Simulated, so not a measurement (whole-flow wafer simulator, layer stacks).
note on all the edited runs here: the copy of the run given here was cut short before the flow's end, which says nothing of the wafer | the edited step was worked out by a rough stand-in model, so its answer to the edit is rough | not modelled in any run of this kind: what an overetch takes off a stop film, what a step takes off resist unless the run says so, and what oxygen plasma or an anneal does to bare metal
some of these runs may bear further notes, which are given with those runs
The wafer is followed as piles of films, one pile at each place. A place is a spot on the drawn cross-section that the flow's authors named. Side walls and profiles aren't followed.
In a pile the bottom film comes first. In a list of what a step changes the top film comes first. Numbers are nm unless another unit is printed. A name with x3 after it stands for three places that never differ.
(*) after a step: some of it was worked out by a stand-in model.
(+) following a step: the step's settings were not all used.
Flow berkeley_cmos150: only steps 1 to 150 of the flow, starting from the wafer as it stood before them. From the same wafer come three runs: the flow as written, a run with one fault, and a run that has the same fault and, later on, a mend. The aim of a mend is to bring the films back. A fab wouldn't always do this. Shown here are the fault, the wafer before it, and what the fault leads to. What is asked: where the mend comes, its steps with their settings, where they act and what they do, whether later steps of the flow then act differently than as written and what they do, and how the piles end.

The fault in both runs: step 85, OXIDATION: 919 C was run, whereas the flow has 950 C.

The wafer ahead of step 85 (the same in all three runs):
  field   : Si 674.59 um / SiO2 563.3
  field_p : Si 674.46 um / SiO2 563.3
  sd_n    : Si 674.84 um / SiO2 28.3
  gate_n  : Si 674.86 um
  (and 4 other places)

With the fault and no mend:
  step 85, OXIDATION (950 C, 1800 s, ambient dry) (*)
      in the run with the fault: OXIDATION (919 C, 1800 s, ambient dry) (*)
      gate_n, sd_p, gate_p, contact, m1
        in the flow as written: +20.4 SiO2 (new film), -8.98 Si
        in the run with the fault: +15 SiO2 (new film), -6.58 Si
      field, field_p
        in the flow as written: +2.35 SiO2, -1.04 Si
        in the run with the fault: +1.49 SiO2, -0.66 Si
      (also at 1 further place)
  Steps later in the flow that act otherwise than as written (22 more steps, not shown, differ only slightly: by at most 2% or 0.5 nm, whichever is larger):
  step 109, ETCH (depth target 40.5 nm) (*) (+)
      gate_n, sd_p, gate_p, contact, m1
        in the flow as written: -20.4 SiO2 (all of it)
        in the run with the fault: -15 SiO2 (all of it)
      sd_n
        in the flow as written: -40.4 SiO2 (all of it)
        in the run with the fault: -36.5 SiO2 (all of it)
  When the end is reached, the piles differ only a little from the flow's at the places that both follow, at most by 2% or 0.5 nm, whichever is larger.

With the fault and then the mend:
  The mend stands after step 87.
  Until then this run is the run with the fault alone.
  step 87a, OXIDATION (950 C, 623 s, ambient dry) (*) (a further turn of the flow's step 85, with different settings)
      gate_n, sd_p, gate_p, contact, m1
        +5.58 SiO2, -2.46 Si
      field, field_p
        +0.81 SiO2, -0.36 Si
      sd_n
        +3.9 SiO2, -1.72 Si
  Later steps of the flow that are run all act as written at every place that is followed, up to a difference of at most 2% or 0.5 nm, whichever is larger.
  When the end is reached, the piles differ only a little from the flow's at the places that both follow, at most by 2% or 0.5 nm, whichever is larger.
